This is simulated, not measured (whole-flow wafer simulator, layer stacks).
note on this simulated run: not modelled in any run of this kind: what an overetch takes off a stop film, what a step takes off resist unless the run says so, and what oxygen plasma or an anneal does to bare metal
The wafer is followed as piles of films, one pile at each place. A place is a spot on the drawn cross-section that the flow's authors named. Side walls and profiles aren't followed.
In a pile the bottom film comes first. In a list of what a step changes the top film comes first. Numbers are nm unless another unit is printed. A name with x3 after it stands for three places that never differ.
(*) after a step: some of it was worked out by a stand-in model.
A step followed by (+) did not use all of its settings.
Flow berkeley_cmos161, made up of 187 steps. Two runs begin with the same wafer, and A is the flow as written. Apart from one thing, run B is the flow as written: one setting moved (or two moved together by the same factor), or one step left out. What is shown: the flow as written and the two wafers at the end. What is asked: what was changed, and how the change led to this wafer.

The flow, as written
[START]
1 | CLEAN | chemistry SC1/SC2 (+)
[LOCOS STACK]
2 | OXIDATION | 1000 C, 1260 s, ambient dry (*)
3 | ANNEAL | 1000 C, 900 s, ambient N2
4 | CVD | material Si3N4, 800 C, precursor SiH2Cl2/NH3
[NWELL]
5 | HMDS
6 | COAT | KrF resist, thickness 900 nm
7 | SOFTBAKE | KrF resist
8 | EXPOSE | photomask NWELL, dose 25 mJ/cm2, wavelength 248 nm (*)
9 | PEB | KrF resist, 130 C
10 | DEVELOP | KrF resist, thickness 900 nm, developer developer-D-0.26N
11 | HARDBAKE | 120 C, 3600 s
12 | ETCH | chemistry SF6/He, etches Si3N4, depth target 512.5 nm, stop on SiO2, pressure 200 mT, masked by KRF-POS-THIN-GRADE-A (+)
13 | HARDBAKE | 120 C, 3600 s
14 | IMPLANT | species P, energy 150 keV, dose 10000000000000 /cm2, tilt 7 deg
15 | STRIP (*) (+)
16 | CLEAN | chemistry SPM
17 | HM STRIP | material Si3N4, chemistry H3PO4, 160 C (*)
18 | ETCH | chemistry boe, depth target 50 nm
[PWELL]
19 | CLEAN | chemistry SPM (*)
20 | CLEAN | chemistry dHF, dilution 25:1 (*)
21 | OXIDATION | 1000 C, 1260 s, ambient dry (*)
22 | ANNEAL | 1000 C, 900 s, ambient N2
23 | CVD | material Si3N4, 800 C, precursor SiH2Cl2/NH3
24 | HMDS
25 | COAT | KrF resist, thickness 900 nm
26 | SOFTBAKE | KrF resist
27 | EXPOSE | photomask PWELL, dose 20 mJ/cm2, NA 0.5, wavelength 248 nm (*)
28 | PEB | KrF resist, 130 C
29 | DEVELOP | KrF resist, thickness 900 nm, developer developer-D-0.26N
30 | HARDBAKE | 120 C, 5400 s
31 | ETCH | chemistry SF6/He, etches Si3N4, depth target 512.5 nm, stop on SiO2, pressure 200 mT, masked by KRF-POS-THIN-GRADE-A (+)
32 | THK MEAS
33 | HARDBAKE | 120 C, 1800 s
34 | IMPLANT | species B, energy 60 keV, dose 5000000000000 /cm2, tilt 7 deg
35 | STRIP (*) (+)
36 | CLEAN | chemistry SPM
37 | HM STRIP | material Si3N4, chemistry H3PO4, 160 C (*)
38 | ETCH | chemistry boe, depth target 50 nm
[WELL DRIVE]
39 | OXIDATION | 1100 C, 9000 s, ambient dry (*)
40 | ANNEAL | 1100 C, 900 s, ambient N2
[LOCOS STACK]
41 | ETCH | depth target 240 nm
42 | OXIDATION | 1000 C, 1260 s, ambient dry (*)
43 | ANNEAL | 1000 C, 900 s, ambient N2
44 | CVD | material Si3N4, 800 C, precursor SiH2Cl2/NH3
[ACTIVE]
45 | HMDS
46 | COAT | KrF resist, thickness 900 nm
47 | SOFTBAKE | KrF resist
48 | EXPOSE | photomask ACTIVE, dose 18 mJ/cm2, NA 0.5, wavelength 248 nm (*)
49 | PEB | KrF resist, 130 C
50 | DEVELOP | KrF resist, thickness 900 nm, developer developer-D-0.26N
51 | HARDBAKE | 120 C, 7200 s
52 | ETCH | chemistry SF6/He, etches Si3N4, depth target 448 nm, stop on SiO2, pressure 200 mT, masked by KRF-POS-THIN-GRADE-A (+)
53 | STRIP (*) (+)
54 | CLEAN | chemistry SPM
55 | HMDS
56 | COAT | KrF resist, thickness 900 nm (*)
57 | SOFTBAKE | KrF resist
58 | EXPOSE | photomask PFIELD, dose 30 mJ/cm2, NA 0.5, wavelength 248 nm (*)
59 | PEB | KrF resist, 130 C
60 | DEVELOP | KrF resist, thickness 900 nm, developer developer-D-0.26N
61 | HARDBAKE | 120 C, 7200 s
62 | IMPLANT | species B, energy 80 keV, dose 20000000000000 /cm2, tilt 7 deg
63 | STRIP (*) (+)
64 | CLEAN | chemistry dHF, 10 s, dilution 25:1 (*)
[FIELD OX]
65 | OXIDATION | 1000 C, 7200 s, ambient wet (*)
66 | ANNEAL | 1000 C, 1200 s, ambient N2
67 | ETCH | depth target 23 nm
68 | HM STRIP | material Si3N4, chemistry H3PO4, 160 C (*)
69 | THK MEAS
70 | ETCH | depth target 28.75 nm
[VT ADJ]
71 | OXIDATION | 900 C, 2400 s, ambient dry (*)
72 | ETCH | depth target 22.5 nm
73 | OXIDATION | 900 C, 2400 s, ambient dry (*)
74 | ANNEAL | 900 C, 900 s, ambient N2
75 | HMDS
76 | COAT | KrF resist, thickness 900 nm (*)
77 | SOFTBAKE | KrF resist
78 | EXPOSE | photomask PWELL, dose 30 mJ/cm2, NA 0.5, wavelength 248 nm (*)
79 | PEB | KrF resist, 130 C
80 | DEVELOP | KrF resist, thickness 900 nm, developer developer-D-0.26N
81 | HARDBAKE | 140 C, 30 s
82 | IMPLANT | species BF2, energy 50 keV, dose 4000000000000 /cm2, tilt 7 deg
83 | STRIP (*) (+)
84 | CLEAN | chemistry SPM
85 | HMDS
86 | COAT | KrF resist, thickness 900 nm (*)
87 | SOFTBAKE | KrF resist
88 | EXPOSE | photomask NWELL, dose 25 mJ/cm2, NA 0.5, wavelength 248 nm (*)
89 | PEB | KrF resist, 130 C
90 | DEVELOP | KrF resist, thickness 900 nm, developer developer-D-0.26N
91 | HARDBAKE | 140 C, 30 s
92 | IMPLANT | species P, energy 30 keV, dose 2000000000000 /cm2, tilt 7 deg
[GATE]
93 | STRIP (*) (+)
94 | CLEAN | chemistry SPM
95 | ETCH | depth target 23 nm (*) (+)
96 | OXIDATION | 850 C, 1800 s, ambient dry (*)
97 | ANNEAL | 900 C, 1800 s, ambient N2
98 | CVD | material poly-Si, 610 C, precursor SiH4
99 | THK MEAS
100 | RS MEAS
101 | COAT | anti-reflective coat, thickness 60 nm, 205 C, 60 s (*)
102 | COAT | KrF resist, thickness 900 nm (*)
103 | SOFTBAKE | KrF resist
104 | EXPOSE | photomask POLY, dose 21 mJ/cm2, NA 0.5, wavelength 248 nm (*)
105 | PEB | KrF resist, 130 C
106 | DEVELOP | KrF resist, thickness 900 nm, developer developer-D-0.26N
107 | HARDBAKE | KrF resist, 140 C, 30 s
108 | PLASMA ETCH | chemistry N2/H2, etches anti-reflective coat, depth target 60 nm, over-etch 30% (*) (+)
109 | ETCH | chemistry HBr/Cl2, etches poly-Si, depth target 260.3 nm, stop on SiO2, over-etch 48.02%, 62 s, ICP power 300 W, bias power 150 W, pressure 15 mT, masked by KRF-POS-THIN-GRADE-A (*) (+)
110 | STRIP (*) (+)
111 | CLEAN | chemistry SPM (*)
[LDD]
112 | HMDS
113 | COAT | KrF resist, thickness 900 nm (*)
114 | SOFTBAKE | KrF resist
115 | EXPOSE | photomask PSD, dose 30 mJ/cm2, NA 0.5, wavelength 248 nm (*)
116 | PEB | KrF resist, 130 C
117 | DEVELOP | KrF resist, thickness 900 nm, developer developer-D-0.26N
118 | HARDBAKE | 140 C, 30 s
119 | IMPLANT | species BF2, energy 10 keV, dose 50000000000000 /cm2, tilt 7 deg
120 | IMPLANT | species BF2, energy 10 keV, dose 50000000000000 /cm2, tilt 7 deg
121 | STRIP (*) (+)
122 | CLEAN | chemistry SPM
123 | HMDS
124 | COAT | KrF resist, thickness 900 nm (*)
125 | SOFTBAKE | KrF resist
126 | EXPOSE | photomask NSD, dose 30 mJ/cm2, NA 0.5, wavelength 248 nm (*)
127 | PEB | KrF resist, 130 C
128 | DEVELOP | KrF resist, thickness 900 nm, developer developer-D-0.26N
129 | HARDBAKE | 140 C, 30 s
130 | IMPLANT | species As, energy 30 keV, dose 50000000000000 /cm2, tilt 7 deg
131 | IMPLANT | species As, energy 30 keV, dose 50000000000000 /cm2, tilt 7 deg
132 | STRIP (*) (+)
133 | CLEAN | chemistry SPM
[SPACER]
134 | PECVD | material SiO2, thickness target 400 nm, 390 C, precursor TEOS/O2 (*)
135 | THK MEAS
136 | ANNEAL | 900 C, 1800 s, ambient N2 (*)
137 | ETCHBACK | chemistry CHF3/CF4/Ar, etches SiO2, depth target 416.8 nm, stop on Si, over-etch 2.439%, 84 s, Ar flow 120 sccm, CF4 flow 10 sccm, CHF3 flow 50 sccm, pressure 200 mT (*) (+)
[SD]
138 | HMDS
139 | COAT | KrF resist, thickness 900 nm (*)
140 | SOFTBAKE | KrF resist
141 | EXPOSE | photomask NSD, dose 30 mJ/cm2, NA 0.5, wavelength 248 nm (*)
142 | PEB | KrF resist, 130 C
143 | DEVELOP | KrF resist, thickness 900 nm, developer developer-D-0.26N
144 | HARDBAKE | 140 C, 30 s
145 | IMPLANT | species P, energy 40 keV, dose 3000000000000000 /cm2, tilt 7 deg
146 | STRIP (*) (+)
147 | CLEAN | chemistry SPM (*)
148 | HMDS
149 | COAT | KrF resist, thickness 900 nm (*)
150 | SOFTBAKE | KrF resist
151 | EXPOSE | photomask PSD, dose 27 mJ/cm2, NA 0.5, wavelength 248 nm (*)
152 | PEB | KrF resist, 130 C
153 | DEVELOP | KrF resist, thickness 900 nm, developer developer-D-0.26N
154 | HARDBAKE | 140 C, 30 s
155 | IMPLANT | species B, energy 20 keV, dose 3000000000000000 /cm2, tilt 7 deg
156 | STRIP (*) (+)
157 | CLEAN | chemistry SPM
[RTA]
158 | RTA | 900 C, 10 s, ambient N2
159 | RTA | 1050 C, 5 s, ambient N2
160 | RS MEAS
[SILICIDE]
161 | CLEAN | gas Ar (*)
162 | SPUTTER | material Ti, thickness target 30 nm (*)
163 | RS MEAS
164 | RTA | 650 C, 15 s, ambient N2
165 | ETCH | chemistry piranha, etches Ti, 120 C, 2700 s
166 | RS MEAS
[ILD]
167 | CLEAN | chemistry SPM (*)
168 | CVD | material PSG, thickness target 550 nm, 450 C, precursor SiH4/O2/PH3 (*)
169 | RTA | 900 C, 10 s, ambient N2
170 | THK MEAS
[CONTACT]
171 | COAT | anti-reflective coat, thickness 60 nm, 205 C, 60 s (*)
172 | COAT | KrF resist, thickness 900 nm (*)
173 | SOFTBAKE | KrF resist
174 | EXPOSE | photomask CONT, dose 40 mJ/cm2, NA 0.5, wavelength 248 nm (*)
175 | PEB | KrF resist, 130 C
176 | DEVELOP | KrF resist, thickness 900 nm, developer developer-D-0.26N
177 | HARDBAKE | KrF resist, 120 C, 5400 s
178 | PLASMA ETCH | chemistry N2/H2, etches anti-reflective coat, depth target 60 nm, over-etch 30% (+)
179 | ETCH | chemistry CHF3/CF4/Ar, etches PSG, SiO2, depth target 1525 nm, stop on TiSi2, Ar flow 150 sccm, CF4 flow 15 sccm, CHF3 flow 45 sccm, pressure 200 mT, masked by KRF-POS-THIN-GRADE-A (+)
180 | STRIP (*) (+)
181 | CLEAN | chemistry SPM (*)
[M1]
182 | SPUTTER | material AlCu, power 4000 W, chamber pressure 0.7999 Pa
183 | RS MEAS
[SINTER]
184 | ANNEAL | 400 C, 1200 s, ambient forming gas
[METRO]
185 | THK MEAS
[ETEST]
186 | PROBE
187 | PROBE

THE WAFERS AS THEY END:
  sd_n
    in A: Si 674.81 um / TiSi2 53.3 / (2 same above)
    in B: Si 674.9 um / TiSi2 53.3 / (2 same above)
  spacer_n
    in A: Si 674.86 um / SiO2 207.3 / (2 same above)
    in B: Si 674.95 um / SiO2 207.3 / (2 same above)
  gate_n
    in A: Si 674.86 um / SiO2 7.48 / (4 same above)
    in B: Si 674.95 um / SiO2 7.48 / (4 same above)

What caused this: step 39, OXIDATION: 1100 C, 9000 s, ambient dry (*), was not run.

How this came from the change, step by step:
  41 | ETCH | depth target 240 nm
      field, sd_n, spacer_n and 6 more: A -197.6 SiO2 (all of it) | B nothing
